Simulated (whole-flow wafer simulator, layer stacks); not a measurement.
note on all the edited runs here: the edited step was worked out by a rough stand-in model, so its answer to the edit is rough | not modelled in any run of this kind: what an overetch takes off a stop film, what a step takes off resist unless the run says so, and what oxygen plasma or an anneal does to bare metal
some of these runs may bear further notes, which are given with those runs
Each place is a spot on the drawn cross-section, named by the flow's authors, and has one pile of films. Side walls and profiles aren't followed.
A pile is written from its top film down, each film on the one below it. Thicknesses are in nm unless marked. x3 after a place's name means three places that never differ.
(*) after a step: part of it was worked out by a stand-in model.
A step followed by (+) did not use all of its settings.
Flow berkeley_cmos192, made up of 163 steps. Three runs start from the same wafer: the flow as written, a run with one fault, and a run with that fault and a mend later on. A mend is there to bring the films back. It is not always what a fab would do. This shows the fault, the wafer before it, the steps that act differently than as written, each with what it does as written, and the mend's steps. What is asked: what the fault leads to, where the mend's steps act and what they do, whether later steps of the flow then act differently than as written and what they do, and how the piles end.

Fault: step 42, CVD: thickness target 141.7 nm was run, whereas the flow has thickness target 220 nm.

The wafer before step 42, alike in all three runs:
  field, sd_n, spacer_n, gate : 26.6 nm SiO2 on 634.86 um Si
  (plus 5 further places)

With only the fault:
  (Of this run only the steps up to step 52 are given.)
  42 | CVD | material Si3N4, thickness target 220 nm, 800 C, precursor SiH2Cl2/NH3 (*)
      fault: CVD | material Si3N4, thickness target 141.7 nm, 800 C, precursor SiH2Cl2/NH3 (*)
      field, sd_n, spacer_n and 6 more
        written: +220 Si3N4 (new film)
        fault: +141.7 Si3N4 (new film)
  Later steps of the flow acting differently than as written:
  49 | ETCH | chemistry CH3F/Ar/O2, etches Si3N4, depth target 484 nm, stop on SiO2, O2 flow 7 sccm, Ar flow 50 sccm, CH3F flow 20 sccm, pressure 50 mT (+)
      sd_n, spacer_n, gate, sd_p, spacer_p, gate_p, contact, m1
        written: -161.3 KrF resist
        fault: -109.1 KrF resist
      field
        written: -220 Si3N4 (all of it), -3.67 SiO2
        fault: -141.7 Si3N4 (all of it), -3.67 SiO2
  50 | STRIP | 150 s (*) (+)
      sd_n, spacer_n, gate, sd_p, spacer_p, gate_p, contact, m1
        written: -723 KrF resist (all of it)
        fault: -775.2 KrF resist (all of it)
  After step 52, at sd_n, spacer_n, gate, sd_p, spacer_p, gate_p, contact, m1, the piles differ from the flow's by more than 2% or 0.5 nm, whichever is larger.
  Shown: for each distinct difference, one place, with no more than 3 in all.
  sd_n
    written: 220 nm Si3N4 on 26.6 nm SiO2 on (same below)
    fault: 141.7 nm Si3N4 on 26.6 nm SiO2 on (same below)

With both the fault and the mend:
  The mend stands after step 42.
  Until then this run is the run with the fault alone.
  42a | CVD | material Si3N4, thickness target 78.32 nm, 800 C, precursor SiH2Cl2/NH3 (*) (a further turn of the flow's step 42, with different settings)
      field, sd_n, spacer_n and 6 more
        +78.3 Si3N4
  Later steps of the flow that are run all act as written at every place that is followed, up to a difference of at most 2% or 0.5 nm, whichever is larger.
  The piles end the same as the flow's at every place that both follow.
